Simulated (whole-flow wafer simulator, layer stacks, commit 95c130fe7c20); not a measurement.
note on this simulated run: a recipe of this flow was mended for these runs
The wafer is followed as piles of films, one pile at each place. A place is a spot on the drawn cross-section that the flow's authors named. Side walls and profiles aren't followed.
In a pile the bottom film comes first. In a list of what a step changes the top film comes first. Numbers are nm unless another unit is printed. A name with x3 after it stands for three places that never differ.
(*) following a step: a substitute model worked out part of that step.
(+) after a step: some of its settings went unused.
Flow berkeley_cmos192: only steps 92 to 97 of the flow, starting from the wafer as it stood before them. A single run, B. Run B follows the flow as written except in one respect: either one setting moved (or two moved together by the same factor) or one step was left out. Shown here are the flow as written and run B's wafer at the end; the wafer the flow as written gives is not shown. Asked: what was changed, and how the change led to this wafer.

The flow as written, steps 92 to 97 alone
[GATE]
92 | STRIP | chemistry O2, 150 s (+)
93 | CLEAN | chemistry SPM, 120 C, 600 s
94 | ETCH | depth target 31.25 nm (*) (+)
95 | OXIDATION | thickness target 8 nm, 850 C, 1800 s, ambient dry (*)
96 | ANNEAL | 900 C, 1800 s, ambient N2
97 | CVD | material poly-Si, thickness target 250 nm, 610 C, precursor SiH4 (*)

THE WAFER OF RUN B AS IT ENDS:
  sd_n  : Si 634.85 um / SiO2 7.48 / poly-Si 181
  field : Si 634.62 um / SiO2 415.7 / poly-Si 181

What caused this: step 97, CVD: thickness target 181 nm was run, while the flow as written has thickness target 250 nm.
The wafer itself shows it: sd_n has poly-Si 181, and step 97 as written asks for 250 nm.

How this came from the change, step by step:
  97 | CVD | material poly-Si, thickness target 250 nm, 610 C, precursor SiH4 (*)
      field, sd_n, spacer_n, gate, sd_p, spacer_p x2, contact, m1: +181 poly-Si (new film) (as written it would have been: +250 poly-Si (new film))
